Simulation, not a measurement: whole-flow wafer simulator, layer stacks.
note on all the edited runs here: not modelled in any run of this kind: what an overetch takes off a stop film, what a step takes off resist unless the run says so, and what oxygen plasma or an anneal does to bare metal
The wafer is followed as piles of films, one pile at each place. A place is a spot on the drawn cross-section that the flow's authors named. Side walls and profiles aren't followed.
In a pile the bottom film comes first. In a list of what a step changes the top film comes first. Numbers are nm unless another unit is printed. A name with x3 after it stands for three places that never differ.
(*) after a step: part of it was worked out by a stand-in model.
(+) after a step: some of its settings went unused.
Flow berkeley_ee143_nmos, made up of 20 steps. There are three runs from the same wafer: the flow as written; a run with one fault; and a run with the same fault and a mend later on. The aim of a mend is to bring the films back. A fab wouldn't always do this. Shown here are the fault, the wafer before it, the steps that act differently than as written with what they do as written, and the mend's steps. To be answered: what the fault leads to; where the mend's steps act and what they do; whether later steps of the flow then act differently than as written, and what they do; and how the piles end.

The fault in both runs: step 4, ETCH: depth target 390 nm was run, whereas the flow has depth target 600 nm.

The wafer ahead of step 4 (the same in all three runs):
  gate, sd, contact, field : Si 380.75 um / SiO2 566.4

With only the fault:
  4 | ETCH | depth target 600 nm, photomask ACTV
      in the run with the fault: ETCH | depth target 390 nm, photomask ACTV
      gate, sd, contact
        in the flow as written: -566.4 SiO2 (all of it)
        in the run with the fault: -390 SiO2
  Steps further on in the flow that do not act as written:
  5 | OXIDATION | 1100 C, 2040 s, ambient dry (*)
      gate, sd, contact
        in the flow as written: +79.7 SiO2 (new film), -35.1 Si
        in the run with the fault: +28 SiO2, -12.3 Si
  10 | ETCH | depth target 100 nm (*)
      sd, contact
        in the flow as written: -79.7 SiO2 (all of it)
        in the run with the fault: -100 SiO2
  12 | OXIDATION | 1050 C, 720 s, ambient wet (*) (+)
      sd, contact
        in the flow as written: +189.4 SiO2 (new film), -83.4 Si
        in the run with the fault: +141.4 SiO2, -62.2 Si
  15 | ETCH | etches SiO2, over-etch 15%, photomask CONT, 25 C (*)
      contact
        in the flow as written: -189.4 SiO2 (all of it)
        in the run with the fault: -245.8 SiO2 (all of it)
  The piles end different from the flow's at gate, sd by more than 2% or 0.5 nm, whichever is larger.
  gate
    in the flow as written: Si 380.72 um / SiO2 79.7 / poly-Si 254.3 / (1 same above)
    in the run with the fault: Si 380.74 um / SiO2 204.4 / poly-Si 254.3 / (1 same above)
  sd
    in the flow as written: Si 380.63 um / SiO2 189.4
    in the run with the fault: Si 380.68 um / SiO2 245.8

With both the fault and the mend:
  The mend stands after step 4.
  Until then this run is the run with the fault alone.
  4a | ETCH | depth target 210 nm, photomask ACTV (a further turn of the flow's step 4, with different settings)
      gate, sd, contact
        -176.4 SiO2 (all of it)
  Later steps of the flow that are run all act as written at every place that is followed.
  By the end, the piles equal the flow's at every place that both follow.
